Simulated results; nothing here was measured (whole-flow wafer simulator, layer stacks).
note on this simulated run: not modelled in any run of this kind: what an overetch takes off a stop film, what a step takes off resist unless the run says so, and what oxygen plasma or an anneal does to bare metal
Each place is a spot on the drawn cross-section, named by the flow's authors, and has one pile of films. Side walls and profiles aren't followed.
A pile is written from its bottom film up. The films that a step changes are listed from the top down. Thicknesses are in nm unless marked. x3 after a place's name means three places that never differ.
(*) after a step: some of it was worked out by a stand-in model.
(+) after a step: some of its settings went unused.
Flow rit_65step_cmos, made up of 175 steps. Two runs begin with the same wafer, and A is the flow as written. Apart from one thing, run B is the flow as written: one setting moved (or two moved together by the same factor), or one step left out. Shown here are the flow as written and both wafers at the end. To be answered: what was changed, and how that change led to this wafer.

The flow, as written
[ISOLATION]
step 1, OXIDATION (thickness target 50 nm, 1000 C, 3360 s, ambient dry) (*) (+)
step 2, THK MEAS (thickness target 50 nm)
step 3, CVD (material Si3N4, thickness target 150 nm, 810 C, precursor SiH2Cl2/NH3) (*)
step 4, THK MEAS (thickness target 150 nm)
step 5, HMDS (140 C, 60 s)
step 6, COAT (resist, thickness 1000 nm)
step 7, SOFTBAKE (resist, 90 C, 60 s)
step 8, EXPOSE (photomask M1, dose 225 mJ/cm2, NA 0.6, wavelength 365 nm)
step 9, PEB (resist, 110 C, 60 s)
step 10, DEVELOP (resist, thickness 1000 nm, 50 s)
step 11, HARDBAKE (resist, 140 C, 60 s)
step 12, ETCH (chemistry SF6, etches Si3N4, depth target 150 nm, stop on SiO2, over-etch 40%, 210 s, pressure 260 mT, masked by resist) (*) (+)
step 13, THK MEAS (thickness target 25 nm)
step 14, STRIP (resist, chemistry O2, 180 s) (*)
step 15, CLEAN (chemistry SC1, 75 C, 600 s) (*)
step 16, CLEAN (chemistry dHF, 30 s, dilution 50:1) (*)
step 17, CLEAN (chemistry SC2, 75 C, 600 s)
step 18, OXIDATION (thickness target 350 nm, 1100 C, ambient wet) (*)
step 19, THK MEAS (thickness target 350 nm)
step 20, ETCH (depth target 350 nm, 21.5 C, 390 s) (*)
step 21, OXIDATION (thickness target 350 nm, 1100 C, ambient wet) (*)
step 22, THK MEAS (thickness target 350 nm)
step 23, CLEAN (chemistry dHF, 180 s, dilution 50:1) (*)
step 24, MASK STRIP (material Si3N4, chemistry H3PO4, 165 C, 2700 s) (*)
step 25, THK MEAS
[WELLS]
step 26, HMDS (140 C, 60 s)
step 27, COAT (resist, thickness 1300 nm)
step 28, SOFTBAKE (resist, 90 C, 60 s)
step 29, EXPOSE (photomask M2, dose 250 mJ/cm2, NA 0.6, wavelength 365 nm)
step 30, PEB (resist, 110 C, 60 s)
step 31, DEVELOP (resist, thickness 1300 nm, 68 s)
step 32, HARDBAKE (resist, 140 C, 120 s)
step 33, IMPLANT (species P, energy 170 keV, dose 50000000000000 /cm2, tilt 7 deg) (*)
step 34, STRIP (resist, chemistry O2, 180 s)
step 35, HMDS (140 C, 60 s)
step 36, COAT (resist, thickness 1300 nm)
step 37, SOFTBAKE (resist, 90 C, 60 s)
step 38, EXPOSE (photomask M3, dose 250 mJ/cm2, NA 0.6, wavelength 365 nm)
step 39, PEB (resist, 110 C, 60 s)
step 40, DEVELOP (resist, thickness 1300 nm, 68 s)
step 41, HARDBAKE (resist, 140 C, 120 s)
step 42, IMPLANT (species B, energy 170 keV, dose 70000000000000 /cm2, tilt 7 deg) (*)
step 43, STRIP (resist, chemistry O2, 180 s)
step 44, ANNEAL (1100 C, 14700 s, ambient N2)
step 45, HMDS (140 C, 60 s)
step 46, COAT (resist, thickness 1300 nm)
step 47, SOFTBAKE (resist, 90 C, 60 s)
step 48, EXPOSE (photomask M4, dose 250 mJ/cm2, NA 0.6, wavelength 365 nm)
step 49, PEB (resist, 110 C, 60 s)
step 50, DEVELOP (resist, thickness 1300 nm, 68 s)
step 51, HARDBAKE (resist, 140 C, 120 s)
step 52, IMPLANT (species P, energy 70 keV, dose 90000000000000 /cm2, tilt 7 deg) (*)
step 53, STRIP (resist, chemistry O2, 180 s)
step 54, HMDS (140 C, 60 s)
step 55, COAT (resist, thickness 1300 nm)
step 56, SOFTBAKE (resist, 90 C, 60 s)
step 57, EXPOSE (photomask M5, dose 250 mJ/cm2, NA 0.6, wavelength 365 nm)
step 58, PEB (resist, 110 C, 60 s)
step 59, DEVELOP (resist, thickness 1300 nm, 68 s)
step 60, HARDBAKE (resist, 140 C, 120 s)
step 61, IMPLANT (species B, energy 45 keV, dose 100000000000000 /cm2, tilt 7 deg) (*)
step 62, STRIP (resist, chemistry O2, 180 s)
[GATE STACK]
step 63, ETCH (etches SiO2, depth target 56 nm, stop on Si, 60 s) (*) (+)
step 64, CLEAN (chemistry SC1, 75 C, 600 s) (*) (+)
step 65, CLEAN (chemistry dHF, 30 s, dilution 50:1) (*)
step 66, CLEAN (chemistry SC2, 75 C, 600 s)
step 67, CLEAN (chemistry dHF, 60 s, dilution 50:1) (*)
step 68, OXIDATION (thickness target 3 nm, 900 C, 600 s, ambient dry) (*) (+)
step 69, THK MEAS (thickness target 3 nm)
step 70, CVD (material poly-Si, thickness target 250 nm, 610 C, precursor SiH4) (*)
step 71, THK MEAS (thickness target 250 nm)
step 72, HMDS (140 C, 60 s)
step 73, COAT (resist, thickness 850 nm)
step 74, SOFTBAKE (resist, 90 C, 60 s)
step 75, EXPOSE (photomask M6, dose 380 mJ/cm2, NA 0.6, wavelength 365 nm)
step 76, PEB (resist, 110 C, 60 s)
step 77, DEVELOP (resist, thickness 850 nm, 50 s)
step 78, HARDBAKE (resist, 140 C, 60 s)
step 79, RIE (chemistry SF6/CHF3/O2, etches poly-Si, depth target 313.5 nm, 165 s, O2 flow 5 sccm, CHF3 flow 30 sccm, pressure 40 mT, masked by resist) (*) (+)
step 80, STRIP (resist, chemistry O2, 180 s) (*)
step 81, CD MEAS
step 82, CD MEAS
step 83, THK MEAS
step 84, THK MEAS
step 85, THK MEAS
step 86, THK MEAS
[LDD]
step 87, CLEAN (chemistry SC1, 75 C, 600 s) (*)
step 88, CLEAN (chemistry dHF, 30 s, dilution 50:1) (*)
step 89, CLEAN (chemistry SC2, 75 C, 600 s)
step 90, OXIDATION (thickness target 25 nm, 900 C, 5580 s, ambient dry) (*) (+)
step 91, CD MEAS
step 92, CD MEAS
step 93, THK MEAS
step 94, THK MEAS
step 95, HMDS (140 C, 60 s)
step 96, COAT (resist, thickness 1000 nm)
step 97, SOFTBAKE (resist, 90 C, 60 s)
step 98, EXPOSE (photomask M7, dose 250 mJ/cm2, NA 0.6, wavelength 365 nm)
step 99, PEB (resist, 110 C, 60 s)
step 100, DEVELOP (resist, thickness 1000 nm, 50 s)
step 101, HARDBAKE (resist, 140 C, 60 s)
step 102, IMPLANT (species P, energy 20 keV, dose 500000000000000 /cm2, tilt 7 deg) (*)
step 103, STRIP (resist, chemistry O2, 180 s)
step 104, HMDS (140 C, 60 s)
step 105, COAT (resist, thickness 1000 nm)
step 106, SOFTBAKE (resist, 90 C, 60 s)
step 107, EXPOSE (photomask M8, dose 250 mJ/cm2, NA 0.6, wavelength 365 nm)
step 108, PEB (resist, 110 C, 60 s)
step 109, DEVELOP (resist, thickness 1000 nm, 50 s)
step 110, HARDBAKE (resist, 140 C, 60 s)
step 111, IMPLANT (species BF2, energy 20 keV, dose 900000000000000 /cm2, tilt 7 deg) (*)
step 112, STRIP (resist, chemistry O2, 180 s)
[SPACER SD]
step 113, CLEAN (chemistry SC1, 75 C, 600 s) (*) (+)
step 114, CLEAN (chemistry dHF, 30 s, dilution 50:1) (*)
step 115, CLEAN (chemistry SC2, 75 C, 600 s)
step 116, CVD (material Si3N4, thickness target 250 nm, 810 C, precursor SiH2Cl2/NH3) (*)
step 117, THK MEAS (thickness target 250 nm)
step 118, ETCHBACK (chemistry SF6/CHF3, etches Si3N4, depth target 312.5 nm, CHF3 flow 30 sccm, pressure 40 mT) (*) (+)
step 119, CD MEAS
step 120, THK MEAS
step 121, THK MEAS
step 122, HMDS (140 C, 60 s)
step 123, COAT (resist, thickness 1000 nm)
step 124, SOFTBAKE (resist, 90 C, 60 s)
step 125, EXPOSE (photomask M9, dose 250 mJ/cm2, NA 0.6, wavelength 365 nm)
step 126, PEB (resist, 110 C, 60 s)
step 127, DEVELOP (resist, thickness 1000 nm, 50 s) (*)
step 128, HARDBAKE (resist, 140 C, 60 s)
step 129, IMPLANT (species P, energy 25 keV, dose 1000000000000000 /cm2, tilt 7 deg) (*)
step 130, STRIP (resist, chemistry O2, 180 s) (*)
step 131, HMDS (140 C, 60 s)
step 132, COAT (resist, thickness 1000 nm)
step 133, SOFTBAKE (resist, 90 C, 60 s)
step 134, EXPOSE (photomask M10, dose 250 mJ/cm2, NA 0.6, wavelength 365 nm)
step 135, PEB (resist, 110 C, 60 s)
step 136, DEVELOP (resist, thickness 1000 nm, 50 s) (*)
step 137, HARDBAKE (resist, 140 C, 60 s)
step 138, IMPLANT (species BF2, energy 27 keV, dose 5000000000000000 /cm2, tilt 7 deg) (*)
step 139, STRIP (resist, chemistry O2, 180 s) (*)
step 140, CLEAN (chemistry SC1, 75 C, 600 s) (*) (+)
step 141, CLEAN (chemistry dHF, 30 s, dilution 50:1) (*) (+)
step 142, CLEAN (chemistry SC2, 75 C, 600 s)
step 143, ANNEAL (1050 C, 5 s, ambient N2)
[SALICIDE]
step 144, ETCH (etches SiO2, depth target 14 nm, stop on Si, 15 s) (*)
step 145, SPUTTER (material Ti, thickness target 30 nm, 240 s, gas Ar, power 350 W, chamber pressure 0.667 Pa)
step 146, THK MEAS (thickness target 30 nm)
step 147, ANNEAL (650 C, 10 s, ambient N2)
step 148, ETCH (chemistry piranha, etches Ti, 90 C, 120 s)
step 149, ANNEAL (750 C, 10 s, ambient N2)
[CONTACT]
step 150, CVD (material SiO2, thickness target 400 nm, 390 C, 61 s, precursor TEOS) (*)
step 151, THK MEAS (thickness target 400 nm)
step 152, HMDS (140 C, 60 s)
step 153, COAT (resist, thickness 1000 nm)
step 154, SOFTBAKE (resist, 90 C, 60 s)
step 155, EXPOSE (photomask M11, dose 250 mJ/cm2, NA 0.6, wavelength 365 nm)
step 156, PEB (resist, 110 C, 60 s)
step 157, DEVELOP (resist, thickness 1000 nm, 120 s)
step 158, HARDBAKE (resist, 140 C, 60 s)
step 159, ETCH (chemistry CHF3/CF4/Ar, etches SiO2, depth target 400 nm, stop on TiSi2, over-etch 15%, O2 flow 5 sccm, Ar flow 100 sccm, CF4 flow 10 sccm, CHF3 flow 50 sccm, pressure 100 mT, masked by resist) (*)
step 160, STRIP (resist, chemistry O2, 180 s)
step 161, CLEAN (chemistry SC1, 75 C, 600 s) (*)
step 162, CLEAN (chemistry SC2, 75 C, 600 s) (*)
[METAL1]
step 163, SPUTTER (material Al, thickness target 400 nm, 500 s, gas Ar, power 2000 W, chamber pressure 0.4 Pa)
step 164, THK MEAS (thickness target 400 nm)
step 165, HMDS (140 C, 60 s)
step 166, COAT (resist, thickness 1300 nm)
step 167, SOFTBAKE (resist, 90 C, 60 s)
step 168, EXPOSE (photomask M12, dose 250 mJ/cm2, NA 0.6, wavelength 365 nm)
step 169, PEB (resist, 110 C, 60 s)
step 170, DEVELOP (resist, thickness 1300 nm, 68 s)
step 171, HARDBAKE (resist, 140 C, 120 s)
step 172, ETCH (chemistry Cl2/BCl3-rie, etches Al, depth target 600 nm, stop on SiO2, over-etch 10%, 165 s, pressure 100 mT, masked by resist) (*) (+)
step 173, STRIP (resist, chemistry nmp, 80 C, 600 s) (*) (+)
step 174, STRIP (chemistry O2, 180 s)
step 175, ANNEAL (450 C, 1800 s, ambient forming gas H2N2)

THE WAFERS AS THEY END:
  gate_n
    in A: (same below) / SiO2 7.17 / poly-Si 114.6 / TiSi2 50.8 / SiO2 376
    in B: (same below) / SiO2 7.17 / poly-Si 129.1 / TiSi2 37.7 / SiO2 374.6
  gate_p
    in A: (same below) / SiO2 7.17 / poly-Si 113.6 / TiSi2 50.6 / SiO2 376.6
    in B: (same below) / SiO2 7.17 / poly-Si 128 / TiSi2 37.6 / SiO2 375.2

The reason: step 145, SPUTTER: thickness target 21 nm was run, though the flow has thickness target 30 nm.

Step by step, how the change led to this:
  step 145, SPUTTER (material Ti, thickness target 30 nm, 240 s, gas Ar, power 350 W, chamber pressure 0.667 Pa)
      field, field_pw, field_nw, field_p, spacer, spacer_p: A +30 Ti (new film) | B +21 Ti (new film)
      gate_n: A +27.3 Ti (new film) | B +19.1 Ti (new film)
      (as well as at 1 more place)
  step 147, ANNEAL (650 C, 10 s, ambient N2)
      gate_n: A -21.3 Ti, +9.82 TiSi first (new film), +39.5 TiSi2 C49 (new film), -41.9 poly-Si | B -14.9 Ti, +37.9 TiSi2 C49 (new film), -33.9 poly-Si
      gate_p: A -21.2 Ti, +9.56 TiSi first (new film), +39.6 TiSi2 C49 (new film), -41.9 poly-Si | B -14.8 Ti, +37.7 TiSi2 C49 (new film), -33.8 poly-Si
  step 148, ETCH (chemistry piranha, etches Ti, 90 C, 120 s)
      gate_n: A -6 Ti (all of it), -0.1 TiSi first | B -4.2 Ti (all of it), -0.11 TiSi2 C49
      gate_p: A -5.97 Ti (all of it), -0.1 TiSi first | B -4.18 Ti (all of it), -0.11 TiSi2 C49
      (as well as at 6 more places)
  step 149, ANNEAL (750 C, 10 s, ambient N2)
      gate_n: A +50.8 TiSi2 (new film), -9.72 TiSi first (all of it), -39.5 TiSi2 C49 (all of it), -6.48 poly-Si | B +37.7 TiSi2 (new film), -37.8 TiSi2 C49 (all of it)
      gate_p: A +50.6 TiSi2 (new film), -9.46 TiSi first (all of it), -39.6 TiSi2 C49 (all of it), -6.31 poly-Si | B +37.6 TiSi2 (new film), -37.6 TiSi2 C49 (all of it)
